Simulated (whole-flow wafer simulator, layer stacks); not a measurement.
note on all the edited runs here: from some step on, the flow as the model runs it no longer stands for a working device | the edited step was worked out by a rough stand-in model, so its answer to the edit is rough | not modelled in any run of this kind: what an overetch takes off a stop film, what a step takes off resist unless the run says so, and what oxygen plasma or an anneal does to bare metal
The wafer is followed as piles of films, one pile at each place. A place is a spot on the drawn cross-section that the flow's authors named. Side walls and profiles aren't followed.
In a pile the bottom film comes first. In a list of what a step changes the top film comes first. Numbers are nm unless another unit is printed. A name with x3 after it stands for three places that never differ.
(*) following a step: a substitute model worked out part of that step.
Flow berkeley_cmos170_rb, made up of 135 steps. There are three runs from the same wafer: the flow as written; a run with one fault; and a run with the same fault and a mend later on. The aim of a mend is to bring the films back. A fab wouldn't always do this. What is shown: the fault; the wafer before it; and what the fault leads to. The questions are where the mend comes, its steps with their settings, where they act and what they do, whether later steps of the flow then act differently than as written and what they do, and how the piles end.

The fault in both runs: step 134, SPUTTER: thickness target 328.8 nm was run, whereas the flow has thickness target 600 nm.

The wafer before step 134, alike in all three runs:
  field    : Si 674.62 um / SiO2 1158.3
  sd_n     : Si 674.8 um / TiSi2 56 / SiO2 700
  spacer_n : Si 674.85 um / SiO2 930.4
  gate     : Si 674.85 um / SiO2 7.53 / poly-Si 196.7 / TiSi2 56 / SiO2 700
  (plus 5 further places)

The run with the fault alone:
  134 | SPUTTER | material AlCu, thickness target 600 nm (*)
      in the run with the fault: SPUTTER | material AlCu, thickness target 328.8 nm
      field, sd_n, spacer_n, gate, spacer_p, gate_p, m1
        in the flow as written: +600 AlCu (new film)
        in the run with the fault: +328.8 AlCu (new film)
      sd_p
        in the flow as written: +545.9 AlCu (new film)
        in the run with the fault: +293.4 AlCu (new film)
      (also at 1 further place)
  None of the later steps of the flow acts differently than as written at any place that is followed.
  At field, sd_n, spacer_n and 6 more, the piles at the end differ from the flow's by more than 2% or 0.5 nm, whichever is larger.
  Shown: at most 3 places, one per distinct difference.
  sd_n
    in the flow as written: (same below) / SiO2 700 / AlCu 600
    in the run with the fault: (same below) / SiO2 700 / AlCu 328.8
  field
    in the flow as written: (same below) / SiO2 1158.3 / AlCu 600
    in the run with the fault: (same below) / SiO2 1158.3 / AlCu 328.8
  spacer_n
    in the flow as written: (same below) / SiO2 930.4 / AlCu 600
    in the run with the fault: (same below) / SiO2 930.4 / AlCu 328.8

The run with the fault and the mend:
  The mend follows step 134.
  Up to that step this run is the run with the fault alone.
  134a | ETCH | chemistry al pan, depth target 377.8 nm
      field, sd_n, spacer_n, gate, spacer_p, gate_p, m1
        -328.8 AlCu (all of it)
      sd_p
        -293.4 AlCu (all of it)
      contact
        -232 AlCu (all of it)
  134b | SPUTTER | material AlCu, thickness target 600 nm (*) (the flow's step 134 again)
      field, sd_n, spacer_n, gate, spacer_p, gate_p, m1
        +600 AlCu (new film)
      sd_p
        +545.9 AlCu (new film)
      contact
        +415.1 AlCu (new film)
  None of the later steps of the flow acts differently than as written at any place that is followed.
  The piles end the same as the flow's at every place that both follow.
